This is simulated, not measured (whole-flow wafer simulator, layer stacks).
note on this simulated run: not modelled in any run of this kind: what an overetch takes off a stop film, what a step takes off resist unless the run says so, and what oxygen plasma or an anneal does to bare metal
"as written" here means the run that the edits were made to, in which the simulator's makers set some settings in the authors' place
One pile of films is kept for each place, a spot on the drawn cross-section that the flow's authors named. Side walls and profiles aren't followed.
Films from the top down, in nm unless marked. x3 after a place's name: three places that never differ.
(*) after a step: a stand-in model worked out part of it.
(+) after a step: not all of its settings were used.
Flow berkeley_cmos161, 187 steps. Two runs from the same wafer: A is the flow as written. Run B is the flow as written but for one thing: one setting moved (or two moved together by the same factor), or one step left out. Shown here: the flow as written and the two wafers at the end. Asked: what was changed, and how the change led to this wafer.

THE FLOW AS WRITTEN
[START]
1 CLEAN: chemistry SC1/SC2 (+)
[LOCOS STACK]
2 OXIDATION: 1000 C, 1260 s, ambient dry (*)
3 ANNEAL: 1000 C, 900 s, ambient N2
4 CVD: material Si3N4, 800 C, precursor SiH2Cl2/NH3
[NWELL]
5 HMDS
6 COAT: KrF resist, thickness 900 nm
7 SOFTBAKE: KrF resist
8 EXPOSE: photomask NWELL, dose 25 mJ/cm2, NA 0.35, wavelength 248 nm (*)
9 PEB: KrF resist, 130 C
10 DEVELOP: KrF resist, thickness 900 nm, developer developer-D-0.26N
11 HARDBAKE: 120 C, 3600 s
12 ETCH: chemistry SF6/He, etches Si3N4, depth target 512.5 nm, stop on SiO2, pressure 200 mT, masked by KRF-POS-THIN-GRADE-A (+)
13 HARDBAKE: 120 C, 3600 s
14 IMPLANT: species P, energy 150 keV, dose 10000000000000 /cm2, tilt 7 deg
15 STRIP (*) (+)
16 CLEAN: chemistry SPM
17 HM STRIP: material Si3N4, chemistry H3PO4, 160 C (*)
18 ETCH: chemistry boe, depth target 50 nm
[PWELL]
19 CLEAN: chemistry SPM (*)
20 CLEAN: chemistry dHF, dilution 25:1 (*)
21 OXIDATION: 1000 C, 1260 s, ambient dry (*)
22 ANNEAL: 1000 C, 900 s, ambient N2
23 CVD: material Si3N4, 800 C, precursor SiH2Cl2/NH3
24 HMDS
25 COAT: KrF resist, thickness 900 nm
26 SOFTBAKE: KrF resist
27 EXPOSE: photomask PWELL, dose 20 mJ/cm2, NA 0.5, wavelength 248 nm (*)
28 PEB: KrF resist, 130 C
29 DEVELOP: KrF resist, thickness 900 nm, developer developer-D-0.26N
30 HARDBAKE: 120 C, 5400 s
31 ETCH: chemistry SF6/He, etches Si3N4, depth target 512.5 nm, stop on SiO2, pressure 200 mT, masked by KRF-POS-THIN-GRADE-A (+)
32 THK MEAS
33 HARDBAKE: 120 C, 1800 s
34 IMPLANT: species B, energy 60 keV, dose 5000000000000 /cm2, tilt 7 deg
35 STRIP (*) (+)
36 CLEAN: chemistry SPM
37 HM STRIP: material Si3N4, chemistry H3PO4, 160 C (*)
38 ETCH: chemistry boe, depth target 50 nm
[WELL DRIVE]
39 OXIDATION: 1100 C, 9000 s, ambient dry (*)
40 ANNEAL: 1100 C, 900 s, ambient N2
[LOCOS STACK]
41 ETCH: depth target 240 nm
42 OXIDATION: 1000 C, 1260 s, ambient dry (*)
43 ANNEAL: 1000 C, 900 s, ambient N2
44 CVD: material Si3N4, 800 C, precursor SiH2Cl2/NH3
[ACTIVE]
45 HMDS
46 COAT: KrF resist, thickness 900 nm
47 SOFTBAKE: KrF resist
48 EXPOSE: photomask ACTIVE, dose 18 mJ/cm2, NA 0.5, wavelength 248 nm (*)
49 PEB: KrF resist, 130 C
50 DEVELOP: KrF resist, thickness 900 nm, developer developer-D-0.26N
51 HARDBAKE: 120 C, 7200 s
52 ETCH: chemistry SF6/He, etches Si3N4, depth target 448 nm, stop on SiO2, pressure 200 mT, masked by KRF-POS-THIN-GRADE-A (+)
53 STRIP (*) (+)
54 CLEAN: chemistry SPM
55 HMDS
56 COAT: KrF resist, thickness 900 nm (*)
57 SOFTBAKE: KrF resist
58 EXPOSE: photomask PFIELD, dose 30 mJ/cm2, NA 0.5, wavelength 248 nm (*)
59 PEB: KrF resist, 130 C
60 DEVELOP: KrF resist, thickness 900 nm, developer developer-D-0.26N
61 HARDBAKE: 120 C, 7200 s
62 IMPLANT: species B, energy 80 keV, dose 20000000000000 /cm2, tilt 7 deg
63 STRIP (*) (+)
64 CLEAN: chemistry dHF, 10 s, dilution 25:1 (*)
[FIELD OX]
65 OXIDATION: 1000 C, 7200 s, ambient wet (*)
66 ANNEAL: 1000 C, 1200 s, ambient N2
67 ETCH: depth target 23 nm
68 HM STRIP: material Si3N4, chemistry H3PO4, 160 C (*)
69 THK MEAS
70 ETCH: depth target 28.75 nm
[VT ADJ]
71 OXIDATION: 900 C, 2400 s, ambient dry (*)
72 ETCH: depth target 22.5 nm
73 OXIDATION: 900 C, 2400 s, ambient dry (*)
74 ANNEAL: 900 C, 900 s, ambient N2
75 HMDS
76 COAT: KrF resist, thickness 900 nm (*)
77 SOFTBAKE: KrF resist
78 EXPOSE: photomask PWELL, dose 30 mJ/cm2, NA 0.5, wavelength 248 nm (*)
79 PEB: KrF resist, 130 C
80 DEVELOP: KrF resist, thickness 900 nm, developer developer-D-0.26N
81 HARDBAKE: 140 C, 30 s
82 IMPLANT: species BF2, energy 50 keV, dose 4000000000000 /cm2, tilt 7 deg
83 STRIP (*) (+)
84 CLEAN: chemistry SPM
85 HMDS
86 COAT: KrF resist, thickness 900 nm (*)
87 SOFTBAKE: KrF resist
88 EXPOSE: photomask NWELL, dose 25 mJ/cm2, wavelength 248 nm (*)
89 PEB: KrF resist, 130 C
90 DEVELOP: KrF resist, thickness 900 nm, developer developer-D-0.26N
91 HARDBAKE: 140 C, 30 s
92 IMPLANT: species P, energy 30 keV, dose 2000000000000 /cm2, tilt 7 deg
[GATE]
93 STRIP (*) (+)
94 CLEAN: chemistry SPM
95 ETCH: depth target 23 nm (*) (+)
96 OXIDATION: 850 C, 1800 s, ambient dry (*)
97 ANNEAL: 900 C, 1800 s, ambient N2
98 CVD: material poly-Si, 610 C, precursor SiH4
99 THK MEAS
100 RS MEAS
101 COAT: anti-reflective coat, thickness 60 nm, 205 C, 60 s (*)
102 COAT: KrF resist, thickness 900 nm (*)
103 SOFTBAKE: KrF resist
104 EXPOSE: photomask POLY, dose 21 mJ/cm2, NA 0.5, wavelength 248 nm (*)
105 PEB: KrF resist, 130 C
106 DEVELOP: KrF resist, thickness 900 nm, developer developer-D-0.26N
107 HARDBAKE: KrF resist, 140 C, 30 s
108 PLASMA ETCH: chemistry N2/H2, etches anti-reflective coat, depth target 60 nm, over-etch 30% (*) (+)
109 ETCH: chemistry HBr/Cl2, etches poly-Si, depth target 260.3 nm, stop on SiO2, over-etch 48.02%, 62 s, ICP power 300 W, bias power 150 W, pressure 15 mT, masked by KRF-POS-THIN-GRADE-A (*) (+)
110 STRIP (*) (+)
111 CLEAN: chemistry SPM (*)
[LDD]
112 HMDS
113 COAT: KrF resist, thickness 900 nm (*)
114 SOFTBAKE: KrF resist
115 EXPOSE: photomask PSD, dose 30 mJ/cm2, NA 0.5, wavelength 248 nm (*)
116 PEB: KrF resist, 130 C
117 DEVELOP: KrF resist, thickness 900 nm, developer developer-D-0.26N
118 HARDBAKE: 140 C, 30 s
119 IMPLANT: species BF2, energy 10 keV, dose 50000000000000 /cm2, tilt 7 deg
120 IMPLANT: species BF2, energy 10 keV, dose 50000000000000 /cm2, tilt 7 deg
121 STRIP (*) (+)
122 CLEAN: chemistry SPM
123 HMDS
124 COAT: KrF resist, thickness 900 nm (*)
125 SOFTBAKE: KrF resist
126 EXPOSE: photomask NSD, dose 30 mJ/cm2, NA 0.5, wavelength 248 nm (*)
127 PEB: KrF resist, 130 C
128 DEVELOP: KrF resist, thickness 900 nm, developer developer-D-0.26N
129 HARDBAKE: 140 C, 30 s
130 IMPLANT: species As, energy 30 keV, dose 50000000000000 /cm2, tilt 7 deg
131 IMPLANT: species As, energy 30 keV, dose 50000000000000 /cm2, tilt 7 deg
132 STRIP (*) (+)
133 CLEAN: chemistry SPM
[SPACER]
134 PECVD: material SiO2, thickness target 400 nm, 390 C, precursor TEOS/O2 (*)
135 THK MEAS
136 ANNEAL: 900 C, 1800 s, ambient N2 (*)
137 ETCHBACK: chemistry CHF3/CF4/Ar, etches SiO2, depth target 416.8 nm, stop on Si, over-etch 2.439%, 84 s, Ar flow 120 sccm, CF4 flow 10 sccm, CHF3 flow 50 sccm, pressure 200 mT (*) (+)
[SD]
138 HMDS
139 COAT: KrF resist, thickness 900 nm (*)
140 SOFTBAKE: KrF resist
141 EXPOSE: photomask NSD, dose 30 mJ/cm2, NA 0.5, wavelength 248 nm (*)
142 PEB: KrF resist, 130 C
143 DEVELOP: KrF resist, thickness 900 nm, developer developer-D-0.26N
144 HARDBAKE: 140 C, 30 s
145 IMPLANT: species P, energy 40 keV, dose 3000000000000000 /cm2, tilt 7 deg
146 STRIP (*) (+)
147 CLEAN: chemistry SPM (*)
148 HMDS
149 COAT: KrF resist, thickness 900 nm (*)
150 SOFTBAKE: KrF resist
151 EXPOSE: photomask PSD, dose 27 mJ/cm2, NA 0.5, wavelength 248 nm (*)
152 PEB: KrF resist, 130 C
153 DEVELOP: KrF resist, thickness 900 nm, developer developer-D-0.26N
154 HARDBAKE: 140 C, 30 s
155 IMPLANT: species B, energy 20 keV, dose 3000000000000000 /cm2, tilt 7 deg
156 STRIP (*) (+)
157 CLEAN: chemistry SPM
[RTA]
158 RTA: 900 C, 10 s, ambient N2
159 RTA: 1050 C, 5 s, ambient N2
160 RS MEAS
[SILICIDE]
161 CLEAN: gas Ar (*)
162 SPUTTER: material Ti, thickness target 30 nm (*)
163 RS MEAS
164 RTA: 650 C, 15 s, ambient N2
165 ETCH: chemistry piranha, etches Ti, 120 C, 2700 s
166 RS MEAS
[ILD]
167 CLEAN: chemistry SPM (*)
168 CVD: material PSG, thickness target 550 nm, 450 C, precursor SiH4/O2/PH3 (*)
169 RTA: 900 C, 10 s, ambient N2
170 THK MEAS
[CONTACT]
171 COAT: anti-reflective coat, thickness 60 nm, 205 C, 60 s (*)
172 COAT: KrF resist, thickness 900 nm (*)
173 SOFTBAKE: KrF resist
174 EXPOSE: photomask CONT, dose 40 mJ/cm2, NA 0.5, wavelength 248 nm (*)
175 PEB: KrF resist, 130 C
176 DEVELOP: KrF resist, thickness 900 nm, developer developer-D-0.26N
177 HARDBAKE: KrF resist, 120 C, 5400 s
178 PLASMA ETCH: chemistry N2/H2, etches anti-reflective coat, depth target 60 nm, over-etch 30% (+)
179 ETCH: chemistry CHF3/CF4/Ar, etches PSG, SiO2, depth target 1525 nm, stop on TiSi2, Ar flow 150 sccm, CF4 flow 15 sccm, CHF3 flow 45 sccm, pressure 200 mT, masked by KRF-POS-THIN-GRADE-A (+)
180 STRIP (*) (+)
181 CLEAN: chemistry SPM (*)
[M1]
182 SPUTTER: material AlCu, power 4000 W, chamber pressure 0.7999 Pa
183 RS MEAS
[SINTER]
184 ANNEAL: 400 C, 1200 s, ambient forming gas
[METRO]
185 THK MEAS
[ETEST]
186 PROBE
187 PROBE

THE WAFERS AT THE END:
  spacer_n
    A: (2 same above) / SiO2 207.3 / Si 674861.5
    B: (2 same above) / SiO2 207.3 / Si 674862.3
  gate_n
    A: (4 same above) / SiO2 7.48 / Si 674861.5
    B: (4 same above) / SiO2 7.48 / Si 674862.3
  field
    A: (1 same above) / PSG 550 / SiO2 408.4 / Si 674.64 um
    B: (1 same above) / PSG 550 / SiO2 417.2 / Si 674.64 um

The cause: step 70, ETCH: depth target 19.89 nm was run, where the flow has depth target 28.75 nm.

How the change led to this, step by step:
  70 ETCH: depth target 28.75 nm
      spacer_n, gate_n, spacer_p, gate_p, contact, m1: A SiO2 -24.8 (all of it) | B SiO2 -19.9
      sd_n, sd_p: A SiO2 -25 (all of it) | B SiO2 -19.9
      (and at 1 more place)
  71 OXIDATION: 900 C, 2400 s, ambient dry (*)
      sd_n, spacer_n, gate_n, sd_p, spacer_p, gate_p, contact, m1: A SiO2 +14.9 (new film), Si -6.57 | B SiO2 +12.9, Si -5.69
  72 ETCH: depth target 22.5 nm
      spacer_n, gate_n, spacer_p, gate_p, contact, m1: A SiO2 -14.9 (all of it) | B SiO2 -17.8 (all of it)
      sd_n, sd_p: A SiO2 -14.9 (all of it) | B SiO2 -18.1 (all of it)
  101 COAT: anti-reflective coat, thickness 60 nm, 205 C, 60 s (*)
      sd_n: A anti-reflective coat +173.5 (new film) | B anti-reflective coat +179 (new film)
      spacer_n: A anti-reflective coat +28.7 (new film) | B anti-reflective coat +27.2 (new film)
      (and at 3 more places)
  108 PLASMA ETCH: chemistry N2/H2, etches anti-reflective coat, depth target 60 nm, over-etch 30% (*) (+)
      sd_n: A anti-reflective coat -173.5 (all of it), poly-Si -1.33 | B anti-reflective coat -179 (all of it), poly-Si -1.38
      spacer_n: A anti-reflective coat -28.7 (all of it), poly-Si -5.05 | B anti-reflective coat -27.2 (all of it), poly-Si -5.27
      (and at 1 more place)
  110 STRIP (*) (+)
      gate_n: A chemical SiO2 +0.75 (new film), KrF resist -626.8 (all of it), anti-reflective coat -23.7 (all of it), poly-Si -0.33 | B chemical SiO2 +0.75 (new film), KrF resist -631.7 (all of it), anti-reflective coat -22.3 (all of it), poly-Si -0.33
      gate_p: A chemical SiO2 +0.75 (new film), KrF resist -598.2 (all of it), anti-reflective coat -27.9 (all of it), poly-Si -0.33 | B chemical SiO2 +0.75 (new film), KrF resist -601.3 (all of it), anti-reflective coat -27.1 (all of it), poly-Si -0.33
  171 COAT: anti-reflective coat, thickness 60 nm, 205 C, 60 s (*)
      sd_n: A anti-reflective coat +149.7 (new film) | B anti-reflective coat +156.2 (new film)
      m1: A anti-reflective coat +97.8 (new film) | B anti-reflective coat +100.1 (new film)
  180 STRIP (*) (+)
      sd_n: A KrF resist -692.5 (all of it), anti-reflective coat -149.7 (all of it) | B KrF resist -691 (all of it), anti-reflective coat -156.2 (all of it)
      m1: A KrF resist -739.9 (all of it), anti-reflective coat -97.8 (all of it) | B KrF resist -742.4 (all of it), anti-reflective coat -100.1 (all of it)
